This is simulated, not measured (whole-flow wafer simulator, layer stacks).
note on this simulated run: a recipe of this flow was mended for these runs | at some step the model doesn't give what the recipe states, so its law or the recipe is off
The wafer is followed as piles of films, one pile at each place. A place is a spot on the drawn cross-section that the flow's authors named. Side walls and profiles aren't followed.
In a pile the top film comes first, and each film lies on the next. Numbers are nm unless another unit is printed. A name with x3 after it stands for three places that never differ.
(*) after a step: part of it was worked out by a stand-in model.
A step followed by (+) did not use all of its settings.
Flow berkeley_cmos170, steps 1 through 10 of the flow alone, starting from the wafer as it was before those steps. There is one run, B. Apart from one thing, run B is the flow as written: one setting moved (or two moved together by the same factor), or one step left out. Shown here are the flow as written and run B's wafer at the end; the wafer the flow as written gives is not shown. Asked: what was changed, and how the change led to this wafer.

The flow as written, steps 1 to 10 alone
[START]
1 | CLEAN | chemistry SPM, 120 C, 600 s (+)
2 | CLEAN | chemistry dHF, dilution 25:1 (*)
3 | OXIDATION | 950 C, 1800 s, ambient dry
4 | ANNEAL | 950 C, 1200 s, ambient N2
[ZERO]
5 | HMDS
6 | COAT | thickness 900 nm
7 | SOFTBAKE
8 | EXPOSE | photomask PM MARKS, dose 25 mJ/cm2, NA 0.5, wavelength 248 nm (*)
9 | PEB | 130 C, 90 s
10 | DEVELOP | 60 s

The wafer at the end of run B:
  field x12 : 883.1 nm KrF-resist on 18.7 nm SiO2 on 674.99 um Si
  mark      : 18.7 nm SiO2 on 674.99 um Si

The reason: step 3, OXIDATION: 942 C was run, though the flow has 950 C.

How this came from the change, step by step:
  3 | OXIDATION | 950 C, 1800 s, ambient dry
      field x12, mark: +18.7 SiO2 (new film), -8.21 Si (in the flow as written it would be: +20.4 SiO2 (new film), -8.98 Si)
